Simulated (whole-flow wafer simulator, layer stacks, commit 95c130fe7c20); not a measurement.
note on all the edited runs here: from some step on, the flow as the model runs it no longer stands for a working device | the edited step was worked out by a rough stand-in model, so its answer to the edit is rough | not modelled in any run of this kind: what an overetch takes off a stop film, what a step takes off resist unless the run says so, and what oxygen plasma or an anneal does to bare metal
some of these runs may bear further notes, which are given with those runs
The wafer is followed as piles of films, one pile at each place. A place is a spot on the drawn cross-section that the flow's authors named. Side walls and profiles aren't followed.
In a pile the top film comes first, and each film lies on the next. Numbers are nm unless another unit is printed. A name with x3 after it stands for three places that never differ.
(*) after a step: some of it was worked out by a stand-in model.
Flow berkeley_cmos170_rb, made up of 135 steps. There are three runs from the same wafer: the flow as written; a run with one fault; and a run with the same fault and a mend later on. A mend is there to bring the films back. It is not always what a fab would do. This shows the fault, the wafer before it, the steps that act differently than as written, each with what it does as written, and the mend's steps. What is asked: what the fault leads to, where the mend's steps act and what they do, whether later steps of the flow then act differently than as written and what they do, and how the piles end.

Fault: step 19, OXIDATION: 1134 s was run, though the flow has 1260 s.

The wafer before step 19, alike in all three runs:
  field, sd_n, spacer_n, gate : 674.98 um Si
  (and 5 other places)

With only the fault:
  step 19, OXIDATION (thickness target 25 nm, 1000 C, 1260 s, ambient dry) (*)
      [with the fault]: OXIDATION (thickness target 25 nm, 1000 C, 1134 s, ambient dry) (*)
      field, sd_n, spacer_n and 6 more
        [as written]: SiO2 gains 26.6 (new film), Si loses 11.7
        [with the fault]: SiO2 gains 25.1 (new film), Si loses 11
  Steps later in the flow that act otherwise than as written:
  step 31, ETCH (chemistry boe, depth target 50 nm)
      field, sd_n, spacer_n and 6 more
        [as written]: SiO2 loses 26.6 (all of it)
        [with the fault]: SiO2 loses 25.1 (all of it)
  When the end is reached, the piles differ only a little from the flow's at the places that both follow, at most by 2% or 0.5 nm, whichever is larger.

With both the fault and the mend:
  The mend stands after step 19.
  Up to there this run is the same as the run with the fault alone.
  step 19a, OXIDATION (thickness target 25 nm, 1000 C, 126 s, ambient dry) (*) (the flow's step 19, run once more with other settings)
      field, sd_n, spacer_n and 6 more
        SiO2 gains 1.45, Si loses 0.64
  Every later step of the flow that is run acts as written at every place that is followed.
  By the end, the piles equal the flow's at every place that both follow.
